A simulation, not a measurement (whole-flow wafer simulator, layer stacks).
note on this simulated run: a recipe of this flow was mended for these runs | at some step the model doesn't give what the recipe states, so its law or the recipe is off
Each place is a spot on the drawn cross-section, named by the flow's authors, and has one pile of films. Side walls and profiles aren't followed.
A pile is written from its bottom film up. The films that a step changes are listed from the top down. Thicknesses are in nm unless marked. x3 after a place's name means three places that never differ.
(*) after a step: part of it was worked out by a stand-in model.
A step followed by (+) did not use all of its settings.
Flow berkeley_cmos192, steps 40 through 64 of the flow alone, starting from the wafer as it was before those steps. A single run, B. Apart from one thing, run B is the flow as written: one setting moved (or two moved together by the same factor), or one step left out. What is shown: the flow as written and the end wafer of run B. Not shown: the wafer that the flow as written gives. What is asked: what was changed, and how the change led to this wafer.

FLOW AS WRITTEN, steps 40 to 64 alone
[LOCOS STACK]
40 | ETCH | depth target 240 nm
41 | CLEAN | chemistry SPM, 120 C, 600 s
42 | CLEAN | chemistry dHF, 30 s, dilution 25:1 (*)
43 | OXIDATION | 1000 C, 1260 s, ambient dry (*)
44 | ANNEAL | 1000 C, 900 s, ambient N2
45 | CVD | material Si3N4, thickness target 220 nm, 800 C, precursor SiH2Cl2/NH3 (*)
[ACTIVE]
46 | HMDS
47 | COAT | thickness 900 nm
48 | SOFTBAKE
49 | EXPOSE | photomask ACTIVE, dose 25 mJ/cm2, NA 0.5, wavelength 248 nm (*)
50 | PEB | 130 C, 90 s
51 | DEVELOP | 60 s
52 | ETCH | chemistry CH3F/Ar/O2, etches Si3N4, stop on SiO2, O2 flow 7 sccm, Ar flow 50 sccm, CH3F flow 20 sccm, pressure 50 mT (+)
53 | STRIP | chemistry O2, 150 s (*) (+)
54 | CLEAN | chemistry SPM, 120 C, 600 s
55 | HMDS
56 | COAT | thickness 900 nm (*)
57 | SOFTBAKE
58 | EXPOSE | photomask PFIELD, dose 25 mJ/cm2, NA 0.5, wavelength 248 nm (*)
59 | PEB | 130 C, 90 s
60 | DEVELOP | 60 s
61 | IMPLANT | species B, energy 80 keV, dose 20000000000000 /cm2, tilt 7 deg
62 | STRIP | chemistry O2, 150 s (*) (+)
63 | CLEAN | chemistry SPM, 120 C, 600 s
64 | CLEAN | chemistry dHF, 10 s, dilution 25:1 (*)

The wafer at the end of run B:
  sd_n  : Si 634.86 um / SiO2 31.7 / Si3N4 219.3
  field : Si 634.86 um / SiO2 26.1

Cause: step 43, OXIDATION: 1748 s was run, though the flow has 1260 s.

The path from the change to this, step by step:
  43 | OXIDATION | 1000 C, 1260 s, ambient dry (*)
      field, sd_n, spacer_n and 6 more: +31.7 SiO2 (new film), -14 Si (it would be, as written: +26.6 SiO2 (new film), -11.7 Si)
